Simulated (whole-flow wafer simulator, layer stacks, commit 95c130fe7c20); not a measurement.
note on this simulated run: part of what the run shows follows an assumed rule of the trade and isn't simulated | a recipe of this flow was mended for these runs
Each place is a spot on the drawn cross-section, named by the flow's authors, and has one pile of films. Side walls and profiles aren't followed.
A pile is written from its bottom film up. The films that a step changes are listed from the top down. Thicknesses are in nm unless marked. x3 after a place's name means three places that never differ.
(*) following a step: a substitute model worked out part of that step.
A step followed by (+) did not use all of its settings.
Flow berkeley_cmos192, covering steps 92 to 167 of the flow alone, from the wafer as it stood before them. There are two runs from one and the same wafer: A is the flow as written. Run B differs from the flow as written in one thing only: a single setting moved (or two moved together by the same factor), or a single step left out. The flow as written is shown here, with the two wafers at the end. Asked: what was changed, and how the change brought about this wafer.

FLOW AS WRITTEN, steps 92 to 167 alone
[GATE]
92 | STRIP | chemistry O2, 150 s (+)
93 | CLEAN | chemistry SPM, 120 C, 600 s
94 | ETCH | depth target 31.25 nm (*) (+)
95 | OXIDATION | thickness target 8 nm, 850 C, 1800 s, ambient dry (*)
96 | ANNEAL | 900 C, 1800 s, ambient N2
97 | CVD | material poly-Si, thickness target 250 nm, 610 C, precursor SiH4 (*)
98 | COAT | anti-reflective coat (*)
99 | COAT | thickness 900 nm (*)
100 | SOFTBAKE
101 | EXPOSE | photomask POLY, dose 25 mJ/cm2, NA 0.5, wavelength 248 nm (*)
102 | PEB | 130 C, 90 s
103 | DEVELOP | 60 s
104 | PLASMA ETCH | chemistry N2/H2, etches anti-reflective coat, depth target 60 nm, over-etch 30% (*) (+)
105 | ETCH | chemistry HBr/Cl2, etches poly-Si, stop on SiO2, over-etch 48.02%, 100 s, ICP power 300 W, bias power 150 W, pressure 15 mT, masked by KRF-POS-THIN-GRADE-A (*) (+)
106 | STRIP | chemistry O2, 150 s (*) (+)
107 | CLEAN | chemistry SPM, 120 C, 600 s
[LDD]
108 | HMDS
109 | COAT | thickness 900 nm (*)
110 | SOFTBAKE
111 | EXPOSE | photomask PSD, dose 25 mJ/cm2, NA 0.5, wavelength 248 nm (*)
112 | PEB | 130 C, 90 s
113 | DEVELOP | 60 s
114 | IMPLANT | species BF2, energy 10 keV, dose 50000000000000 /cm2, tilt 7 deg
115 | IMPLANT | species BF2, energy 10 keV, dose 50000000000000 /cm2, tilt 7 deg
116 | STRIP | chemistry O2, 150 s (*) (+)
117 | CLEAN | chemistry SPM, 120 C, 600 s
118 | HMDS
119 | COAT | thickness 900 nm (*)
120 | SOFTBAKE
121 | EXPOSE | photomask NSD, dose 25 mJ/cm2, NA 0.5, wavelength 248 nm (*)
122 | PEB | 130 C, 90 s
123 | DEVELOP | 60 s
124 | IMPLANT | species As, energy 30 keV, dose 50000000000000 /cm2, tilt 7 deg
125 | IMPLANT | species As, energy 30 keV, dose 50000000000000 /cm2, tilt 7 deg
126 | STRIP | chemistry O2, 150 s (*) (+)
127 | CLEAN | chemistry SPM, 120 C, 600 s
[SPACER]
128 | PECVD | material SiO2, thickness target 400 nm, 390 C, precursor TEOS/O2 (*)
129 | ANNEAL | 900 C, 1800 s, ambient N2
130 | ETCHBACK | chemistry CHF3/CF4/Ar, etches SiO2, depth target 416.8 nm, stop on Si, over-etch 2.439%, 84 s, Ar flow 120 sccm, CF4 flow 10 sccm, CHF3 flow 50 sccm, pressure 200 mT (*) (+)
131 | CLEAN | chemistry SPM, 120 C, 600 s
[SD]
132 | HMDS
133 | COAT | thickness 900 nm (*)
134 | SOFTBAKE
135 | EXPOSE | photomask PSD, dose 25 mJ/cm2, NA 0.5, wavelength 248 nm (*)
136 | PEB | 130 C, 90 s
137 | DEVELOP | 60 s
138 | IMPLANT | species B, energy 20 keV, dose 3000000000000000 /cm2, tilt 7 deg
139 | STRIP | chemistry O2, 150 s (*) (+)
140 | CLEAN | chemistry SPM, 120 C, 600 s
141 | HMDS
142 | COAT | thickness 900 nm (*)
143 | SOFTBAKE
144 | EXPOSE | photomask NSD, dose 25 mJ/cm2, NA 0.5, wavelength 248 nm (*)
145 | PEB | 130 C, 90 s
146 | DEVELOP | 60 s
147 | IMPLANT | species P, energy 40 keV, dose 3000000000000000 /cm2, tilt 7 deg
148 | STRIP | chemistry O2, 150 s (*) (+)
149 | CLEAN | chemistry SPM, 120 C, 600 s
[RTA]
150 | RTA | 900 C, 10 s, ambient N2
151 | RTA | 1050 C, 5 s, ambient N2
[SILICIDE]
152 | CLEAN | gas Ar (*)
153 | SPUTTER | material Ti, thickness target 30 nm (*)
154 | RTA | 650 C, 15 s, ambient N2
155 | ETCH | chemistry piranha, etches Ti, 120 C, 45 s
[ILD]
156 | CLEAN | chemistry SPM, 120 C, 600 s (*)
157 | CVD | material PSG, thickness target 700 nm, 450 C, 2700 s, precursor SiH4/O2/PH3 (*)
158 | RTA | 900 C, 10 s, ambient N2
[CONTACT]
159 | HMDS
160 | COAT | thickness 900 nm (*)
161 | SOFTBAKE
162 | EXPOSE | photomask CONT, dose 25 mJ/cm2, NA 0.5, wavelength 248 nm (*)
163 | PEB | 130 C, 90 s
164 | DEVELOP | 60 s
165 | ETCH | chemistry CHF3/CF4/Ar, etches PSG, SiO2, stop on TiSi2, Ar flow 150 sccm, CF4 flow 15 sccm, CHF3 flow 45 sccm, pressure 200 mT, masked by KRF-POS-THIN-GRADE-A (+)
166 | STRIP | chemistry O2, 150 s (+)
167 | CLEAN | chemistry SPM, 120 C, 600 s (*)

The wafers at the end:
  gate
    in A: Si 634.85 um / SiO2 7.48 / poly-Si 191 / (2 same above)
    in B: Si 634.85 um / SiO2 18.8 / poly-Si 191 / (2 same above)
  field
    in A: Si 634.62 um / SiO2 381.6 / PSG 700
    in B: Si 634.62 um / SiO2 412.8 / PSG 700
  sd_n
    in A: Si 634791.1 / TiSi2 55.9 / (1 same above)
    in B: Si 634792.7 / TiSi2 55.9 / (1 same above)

Cause: step 94, ETCH: depth target 31.25 nm (*) (+), was omitted.

How this came from the change, step by step:
  95 | OXIDATION | thickness target 8 nm, 850 C, 1800 s, ambient dry (*)
      sd_n, spacer_n, gate, sd_p, spacer_p, gate_p, contact, m1: A +7.48 SiO2 (new film), -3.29 Si | B +3.85 SiO2, -1.69 Si
  98 | COAT | anti-reflective coat (*)
      sd_n: A +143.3 anti-reflective coat (new film) | B +155.9 anti-reflective coat (new film)
      spacer_n: A +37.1 anti-reflective coat (new film) | B +32.5 anti-reflective coat (new film)
      (as well as at 6 more places)
  104 | PLASMA ETCH | chemistry N2/H2, etches anti-reflective coat, depth target 60 nm, over-etch 30% (*) (+)
      sd_n: A -143.3 anti-reflective coat (all of it), -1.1 poly-Si | B -155.9 anti-reflective coat (all of it), -1.2 poly-Si
      spacer_n: A -37.1 anti-reflective coat (all of it), -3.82 poly-Si | B -32.5 anti-reflective coat (all of it), -4.36 poly-Si
      (as well as at 4 more places)
  106 | STRIP | chemistry O2, 150 s (*) (+)
      gate: A +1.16 chemical SiO2 (new film), -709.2 KrF-resist (all of it), -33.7 anti-reflective coat (all of it), -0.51 poly-Si | B +1.16 chemical SiO2 (new film), -724.5 KrF-resist (all of it), -28.7 anti-reflective coat (all of it), -0.51 poly-Si
      gate_p: A +1.16 chemical SiO2 (new film), -686 KrF-resist (all of it), -33.8 anti-reflective coat (all of it), -0.51 poly-Si | B +1.16 chemical SiO2 (new film), -696.4 KrF-resist (all of it), -30 anti-reflective coat (all of it), -0.51 poly-Si
  130 | ETCHBACK | chemistry CHF3/CF4/Ar, etches SiO2, depth target 416.8 nm, stop on Si, over-etch 2.439%, 84 s, Ar flow 120 sccm, CF4 flow 10 sccm, CHF3 flow 50 sccm, pressure 200 mT (*) (+)
      sd_n: A -406 SiO2 (all of it), -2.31 Si | B -417.3 SiO2 (all of it), -2.31 Si
      sd_p: A -392.4 SiO2 (all of it), -2.31 Si | B -402 SiO2 (all of it), -2.31 Si
      (as well as at 2 more places)
  153 | SPUTTER | material Ti, thickness target 30 nm (*)
      sd_p: A +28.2 Ti (new film) | B +27.6 Ti (new film)
  154 | RTA | 650 C, 15 s, ambient N2
      sd_p: A -22 Ti, +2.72 TiSi first (new film), +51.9 TiSi2 C49 (new film), -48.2 Si | B -21.5 Ti, +1.49 TiSi first (new film), +52.5 TiSi2 C49 (new film), -47.8 Si
  158 | RTA | 900 C, 10 s, ambient N2
      sd_p: A under 1 film: +52.6 TiSi2 (new film), -2.61 TiSi first (all of it), -51.9 TiSi2 C49 (all of it), -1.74 Si | B under 1 film: +51.4 TiSi2 (new film), -1.39 TiSi first (all of it), -52.5 TiSi2 C49 (all of it), -0.92 Si
  160 | COAT | thickness 900 nm (*)
      sd_p: A +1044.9 KrF-resist (new film) | B +1068 KrF-resist (new film)
  166 | STRIP | chemistry O2, 150 s (+)
      sd_n: A -784.4 KrF-resist (all of it) | B -802.8 KrF-resist (all of it)
      sd_p: A -833.5 KrF-resist (all of it) | B -856.5 KrF-resist (all of it)
      (as well as at 1 more place)
